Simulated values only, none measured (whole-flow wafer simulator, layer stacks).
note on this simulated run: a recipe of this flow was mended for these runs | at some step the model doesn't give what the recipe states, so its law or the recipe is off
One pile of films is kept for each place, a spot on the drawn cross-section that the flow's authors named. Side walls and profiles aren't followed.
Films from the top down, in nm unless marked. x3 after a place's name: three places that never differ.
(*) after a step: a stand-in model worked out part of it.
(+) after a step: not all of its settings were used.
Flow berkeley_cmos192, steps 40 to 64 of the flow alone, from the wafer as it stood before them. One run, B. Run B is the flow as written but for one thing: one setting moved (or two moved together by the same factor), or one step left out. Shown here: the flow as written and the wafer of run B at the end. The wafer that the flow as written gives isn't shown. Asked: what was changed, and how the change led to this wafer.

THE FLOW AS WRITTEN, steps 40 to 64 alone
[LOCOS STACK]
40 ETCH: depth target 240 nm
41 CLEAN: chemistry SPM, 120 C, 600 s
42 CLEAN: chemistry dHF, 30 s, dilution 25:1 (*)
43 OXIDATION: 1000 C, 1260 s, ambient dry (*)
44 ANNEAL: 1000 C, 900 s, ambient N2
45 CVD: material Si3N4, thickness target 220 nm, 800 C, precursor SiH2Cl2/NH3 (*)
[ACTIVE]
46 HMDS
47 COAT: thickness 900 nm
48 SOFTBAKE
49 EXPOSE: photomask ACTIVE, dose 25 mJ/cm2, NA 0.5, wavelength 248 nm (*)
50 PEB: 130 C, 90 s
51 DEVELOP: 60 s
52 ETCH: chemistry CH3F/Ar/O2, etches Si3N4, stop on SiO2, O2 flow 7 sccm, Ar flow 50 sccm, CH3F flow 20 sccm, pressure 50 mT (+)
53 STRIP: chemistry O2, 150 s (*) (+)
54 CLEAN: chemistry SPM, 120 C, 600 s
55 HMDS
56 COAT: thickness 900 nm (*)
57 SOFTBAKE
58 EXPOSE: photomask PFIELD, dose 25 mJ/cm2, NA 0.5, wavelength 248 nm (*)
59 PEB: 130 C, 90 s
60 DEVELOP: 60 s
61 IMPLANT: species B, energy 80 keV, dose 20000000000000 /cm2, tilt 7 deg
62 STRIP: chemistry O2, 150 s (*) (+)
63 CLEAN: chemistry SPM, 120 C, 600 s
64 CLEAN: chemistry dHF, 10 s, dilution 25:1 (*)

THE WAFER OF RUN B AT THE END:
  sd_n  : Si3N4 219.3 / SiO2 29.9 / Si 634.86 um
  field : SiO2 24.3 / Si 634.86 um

The cause: step 43, OXIDATION: 1575 s was run, where the flow has 1260 s.

How the change led to this, step by step:
  43 OXIDATION: 1000 C, 1260 s, ambient dry (*)
      field, sd_n, spacer_n and 6 more: SiO2 +29.9 (new film), Si -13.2 (as written it would be: SiO2 +26.6 (new film), Si -11.7)
